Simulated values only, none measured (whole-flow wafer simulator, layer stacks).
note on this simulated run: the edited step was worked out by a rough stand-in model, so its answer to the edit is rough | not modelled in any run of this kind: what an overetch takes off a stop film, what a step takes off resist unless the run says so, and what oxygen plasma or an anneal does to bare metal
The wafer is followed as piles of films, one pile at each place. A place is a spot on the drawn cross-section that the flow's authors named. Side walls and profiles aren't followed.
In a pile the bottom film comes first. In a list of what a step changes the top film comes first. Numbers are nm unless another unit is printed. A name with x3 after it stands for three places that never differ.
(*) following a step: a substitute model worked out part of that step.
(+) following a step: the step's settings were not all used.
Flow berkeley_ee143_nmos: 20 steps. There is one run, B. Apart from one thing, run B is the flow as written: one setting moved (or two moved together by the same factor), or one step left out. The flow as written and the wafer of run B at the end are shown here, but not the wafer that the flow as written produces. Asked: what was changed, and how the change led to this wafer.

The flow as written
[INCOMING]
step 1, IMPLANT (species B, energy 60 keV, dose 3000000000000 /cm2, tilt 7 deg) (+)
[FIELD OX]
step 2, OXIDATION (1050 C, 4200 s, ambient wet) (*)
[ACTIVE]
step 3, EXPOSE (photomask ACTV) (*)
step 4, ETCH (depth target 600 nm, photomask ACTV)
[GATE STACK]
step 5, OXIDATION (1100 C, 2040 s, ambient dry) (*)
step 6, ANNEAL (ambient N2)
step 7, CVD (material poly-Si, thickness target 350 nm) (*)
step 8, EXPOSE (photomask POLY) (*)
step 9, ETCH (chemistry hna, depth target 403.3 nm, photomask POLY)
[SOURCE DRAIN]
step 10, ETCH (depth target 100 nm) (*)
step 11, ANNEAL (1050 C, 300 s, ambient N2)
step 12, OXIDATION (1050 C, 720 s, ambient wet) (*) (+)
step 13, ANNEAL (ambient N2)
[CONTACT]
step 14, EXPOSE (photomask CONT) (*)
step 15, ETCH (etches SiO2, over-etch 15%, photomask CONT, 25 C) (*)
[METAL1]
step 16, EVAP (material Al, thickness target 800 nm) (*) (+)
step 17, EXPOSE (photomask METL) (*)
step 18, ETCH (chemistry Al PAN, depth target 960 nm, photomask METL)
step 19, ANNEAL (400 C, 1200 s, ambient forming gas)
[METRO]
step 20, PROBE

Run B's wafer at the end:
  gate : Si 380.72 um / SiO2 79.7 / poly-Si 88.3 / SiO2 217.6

The reason: step 7, CVD: thickness target 184 nm was run, though the flow has thickness target 350 nm.

How this came from the change, step by step:
  step 7, CVD (material poly-Si, thickness target 350 nm) (*)
      gate, sd, contact, field: +184 poly-Si (new film) (as written it would have been: +350 poly-Si (new film))
  step 9, ETCH (chemistry hna, depth target 403.3 nm, photomask POLY)
      sd, contact, field: -184 poly-Si (all of it) (as written it would have been: -350 poly-Si (all of it))
